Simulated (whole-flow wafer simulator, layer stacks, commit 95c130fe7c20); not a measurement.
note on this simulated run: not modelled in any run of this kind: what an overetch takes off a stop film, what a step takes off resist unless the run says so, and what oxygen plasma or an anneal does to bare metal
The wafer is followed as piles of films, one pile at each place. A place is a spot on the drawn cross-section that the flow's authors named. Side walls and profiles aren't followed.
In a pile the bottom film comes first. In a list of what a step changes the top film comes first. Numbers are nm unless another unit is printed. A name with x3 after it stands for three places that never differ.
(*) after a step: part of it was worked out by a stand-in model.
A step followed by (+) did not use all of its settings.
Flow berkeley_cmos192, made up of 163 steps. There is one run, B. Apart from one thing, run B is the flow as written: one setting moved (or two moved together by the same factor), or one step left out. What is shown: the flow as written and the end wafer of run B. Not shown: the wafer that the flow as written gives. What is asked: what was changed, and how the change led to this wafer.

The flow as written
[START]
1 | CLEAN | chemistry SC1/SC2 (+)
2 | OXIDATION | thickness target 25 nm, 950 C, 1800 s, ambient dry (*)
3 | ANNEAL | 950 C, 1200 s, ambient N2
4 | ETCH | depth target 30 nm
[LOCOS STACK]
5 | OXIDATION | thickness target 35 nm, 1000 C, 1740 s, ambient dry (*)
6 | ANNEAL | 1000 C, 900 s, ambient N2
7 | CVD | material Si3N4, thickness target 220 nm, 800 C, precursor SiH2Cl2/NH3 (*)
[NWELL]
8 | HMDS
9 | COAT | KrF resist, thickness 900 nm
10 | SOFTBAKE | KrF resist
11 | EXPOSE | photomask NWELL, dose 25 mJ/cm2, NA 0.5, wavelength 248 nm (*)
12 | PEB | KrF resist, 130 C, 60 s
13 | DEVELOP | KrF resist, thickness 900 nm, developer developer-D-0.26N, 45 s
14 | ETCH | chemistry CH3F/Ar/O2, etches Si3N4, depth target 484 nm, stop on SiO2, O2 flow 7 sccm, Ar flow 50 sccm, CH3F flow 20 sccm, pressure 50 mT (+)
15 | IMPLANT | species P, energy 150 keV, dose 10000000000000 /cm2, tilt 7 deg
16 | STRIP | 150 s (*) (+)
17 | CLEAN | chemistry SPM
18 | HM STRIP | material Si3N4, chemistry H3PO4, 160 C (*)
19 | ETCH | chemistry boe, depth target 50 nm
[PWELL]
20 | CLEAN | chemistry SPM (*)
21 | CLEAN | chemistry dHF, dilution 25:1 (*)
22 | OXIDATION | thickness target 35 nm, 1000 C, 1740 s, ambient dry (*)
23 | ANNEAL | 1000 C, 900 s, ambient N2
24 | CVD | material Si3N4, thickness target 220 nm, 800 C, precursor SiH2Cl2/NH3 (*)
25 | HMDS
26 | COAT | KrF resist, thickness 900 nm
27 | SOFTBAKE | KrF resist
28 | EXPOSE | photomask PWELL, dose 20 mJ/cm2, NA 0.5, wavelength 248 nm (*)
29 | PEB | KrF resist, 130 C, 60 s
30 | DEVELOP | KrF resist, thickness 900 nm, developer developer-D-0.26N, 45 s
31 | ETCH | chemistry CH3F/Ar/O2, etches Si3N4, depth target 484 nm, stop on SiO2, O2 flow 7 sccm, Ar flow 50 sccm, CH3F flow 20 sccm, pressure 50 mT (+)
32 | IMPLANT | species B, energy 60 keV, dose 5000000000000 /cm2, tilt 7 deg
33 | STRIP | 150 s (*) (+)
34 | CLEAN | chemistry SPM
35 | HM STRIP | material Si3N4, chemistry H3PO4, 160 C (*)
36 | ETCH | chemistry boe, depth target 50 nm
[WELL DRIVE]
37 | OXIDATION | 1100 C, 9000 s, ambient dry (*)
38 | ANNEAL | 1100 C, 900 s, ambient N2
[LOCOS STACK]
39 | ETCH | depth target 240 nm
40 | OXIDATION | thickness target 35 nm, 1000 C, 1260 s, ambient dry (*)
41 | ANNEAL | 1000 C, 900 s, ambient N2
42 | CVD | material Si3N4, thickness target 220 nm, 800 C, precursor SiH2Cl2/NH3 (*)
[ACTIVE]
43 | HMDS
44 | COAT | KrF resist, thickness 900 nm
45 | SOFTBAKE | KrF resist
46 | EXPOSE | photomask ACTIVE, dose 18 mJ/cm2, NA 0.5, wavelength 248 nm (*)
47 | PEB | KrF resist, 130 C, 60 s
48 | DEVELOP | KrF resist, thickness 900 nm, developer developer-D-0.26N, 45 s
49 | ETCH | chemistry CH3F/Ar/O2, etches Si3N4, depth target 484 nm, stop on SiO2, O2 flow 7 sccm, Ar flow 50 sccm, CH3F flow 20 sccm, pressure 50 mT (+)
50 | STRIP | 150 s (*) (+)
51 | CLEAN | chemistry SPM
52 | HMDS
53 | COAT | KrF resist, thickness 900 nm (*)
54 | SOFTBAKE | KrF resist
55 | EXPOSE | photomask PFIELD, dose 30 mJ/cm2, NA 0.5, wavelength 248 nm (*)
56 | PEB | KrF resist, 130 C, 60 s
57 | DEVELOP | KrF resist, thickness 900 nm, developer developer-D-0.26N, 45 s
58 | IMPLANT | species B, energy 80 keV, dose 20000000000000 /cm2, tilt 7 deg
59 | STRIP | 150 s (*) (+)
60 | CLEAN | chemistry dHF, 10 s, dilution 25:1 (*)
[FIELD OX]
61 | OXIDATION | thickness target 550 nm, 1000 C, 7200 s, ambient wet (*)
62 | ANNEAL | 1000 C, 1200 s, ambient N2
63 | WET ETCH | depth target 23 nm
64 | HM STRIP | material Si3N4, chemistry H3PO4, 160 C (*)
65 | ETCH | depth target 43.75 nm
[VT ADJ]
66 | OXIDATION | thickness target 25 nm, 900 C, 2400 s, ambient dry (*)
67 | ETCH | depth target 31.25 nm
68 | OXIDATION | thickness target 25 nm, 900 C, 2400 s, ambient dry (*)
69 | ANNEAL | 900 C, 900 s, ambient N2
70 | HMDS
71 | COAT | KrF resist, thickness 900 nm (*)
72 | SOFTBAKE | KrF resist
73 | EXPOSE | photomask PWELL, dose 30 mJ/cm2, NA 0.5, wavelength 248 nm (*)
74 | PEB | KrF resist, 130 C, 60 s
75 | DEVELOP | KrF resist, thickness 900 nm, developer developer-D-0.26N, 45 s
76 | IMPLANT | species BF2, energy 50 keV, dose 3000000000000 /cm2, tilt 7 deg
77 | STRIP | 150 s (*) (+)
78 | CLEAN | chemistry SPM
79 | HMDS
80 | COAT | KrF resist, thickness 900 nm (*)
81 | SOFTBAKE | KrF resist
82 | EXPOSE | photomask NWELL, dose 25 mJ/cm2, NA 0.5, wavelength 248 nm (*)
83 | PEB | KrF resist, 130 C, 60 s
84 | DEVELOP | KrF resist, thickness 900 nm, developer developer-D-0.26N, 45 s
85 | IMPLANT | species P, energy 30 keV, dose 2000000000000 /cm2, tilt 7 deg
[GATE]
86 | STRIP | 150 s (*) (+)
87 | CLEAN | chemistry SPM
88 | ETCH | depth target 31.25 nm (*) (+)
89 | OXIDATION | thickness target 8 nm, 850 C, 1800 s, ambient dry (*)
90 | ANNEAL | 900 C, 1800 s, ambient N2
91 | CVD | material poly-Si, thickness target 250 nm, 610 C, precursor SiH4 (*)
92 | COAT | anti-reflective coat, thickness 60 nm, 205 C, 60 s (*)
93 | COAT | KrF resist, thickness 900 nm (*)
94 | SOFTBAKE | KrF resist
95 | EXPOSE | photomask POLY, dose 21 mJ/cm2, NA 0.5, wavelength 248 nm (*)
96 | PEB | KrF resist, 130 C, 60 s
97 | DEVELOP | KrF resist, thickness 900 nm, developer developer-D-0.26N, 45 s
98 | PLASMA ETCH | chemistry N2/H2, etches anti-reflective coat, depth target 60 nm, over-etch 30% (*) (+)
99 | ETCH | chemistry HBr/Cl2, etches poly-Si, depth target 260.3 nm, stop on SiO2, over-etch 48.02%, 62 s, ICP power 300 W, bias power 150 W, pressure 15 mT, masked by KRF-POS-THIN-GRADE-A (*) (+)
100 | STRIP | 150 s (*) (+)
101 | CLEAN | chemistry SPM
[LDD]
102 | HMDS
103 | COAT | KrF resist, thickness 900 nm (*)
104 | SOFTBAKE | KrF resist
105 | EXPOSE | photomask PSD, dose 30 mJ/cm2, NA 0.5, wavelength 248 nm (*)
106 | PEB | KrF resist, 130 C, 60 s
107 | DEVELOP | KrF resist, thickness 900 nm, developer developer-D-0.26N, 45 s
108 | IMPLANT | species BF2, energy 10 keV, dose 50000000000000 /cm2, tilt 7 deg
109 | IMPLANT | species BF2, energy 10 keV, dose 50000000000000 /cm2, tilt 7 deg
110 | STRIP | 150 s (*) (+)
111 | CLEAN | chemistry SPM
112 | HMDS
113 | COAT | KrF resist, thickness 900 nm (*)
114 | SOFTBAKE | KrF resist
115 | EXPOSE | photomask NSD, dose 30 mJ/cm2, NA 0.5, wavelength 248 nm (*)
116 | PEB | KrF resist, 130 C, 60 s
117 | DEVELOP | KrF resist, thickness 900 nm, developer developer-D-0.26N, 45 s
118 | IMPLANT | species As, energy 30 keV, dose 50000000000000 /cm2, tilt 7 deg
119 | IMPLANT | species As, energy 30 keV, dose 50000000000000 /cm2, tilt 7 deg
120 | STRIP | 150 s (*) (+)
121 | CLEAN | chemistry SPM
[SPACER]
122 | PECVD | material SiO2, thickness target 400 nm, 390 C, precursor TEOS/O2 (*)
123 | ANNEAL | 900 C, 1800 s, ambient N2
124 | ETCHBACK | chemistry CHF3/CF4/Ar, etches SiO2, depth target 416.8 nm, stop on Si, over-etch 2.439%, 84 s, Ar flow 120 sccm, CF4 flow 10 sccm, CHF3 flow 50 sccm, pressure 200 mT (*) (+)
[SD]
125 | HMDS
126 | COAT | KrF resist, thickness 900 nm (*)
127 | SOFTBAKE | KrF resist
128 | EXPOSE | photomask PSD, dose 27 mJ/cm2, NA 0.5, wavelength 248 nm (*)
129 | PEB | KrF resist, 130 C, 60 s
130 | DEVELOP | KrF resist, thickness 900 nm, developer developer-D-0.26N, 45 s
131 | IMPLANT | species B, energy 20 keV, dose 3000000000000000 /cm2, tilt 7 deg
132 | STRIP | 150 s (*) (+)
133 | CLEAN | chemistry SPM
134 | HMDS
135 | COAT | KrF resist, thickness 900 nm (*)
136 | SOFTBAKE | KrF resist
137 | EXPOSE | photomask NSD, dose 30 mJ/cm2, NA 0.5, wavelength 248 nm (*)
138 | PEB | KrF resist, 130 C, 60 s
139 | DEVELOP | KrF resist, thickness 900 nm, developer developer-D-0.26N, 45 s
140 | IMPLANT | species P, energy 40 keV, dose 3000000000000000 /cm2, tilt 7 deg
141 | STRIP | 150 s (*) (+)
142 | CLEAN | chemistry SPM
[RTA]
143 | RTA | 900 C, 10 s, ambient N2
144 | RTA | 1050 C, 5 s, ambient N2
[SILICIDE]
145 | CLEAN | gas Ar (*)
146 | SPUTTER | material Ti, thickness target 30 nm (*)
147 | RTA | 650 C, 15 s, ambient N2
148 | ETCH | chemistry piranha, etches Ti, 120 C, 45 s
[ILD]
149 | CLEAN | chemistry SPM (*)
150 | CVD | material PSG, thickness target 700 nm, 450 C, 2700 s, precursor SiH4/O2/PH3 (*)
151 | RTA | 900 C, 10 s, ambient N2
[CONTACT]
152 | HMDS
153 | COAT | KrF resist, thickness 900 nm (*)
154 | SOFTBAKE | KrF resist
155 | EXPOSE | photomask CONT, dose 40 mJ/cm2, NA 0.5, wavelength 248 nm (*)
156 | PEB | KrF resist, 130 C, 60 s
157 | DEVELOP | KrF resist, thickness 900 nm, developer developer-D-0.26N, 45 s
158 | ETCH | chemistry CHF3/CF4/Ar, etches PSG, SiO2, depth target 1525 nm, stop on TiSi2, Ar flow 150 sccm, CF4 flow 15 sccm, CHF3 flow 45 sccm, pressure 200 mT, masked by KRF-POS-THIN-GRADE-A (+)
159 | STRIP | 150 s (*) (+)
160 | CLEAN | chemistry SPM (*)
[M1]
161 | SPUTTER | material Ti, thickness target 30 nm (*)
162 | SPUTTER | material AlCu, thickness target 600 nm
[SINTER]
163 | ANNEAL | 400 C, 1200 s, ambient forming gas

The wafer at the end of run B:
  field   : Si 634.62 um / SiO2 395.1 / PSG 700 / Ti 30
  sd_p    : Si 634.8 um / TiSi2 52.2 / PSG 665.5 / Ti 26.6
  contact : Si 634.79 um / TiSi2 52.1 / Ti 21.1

What caused this: step 162, SPUTTER: material AlCu, thickness target 600 nm, was not run.

The path from the change to this, step by step:
  (no step that both runs have acts differently)
